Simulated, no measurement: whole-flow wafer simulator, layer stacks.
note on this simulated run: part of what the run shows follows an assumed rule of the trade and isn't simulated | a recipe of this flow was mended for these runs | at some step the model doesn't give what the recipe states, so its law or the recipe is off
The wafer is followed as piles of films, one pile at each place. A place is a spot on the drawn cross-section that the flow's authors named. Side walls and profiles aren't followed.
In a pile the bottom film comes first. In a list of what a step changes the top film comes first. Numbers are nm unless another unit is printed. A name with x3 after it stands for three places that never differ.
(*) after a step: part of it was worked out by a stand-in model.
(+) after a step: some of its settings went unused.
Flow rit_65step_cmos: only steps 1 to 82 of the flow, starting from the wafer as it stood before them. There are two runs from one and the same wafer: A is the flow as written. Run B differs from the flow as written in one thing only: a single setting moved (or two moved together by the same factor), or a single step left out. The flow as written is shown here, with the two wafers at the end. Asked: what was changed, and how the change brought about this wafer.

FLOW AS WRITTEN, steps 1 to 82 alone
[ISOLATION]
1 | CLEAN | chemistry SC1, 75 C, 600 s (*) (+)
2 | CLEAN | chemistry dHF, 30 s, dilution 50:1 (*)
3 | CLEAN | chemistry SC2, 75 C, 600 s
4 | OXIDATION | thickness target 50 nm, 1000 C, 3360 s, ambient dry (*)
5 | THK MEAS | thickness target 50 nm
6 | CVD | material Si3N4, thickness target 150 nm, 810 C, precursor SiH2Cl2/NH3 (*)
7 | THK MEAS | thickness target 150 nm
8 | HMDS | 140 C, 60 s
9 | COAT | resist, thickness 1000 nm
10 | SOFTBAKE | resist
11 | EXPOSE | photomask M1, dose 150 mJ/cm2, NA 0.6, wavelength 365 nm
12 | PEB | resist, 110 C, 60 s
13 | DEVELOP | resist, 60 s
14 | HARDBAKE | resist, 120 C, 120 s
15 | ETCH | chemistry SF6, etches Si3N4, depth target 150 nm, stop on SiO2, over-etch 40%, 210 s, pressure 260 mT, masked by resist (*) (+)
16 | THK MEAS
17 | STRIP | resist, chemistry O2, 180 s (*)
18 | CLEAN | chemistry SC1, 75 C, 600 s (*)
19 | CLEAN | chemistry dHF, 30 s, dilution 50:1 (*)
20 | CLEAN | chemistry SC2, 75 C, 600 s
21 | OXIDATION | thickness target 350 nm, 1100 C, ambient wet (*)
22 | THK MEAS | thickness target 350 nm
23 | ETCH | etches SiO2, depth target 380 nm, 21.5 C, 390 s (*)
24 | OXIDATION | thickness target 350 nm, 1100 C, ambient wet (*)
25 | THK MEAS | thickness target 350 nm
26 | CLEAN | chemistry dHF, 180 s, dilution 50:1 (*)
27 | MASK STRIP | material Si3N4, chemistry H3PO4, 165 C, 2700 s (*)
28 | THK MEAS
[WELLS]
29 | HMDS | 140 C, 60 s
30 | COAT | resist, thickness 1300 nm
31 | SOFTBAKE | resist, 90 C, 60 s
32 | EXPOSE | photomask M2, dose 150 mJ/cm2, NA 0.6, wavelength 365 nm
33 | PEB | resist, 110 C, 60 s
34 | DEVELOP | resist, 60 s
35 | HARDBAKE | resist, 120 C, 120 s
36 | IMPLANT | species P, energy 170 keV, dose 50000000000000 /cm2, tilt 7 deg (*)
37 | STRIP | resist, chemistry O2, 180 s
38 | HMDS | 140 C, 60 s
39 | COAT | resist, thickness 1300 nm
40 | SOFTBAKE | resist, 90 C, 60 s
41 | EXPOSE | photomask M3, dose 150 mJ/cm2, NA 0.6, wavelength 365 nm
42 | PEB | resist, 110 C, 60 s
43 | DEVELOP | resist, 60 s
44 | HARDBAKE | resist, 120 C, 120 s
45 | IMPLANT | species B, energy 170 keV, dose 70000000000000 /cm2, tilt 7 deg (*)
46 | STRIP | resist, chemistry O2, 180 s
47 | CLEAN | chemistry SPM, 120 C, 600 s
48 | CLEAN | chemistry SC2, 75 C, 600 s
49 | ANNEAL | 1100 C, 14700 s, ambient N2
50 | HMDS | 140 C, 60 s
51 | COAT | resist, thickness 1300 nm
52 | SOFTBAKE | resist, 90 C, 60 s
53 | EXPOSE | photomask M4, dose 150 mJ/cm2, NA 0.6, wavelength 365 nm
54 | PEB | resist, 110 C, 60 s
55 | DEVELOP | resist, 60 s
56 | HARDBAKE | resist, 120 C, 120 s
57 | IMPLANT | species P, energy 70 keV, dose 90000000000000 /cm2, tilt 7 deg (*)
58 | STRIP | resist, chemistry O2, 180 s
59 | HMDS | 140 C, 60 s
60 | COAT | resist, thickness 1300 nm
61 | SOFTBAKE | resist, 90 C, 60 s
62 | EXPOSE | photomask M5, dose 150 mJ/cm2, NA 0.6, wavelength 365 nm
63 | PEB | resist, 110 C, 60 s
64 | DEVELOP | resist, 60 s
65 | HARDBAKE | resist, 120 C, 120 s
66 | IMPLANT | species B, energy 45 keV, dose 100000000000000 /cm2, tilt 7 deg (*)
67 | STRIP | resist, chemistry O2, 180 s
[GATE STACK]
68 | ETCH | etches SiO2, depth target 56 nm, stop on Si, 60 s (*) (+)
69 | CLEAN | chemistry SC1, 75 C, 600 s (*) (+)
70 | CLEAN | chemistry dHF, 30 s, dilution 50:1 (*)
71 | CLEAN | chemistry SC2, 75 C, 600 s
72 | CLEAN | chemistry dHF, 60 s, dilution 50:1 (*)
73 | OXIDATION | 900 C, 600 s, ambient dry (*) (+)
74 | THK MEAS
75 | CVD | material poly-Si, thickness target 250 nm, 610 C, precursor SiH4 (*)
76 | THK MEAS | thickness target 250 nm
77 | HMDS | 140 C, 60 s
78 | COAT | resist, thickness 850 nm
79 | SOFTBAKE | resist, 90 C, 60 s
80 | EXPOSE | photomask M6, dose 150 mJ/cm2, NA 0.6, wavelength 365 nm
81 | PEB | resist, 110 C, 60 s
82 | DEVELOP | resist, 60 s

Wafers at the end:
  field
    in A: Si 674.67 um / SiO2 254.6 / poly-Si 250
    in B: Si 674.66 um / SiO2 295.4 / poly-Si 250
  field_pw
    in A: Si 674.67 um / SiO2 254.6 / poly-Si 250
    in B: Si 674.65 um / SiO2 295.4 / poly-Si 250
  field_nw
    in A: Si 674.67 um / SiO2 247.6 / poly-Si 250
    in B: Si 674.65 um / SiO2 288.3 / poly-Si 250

What caused this: step 24, OXIDATION: thickness target 392 nm was run, though the flow has thickness target 350 nm; step 27, MASK STRIP: 3024 s was run, where the flow has 2700 s.

Step by step, how the change led to this:
  24 | OXIDATION | thickness target 350 nm, 1100 C, ambient wet (*)
      active_n, active_p, gate_n and 7 more: A +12 SiO2 (new film), -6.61 Si3N4 | B +13.9 SiO2 (new film), -7.65 Si3N4
      field, field_pw, field_nw, field_p: A +350 SiO2 (new film), -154 Si | B +392 SiO2 (new film), -172.5 Si
  26 | CLEAN | chemistry dHF, 180 s, dilution 50:1 (*)
      active_n, active_p, gate_n and 7 more: A -12 SiO2 (all of it), -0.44 Si3N4 | B -13.9 SiO2 (all of it), -0.26 Si3N4
  27 | MASK STRIP | material Si3N4, chemistry H3PO4, 165 C, 2700 s (*)
      active_n, active_p, gate_n and 7 more: A -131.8 Si3N4 (all of it), -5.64 SiO2 | B -131 Si3N4 (all of it), -6.95 SiO2
      field, field_pw, field_nw, field_p: A -10.7 SiO2 | B -12 SiO2
  68 | ETCH | etches SiO2, depth target 56 nm, stop on Si, 60 s (*) (+)
      active_n, active_p, gate_n and 7 more: A -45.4 SiO2 (all of it), -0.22 Si | B -44.1 SiO2 (all of it), -0.24 Si
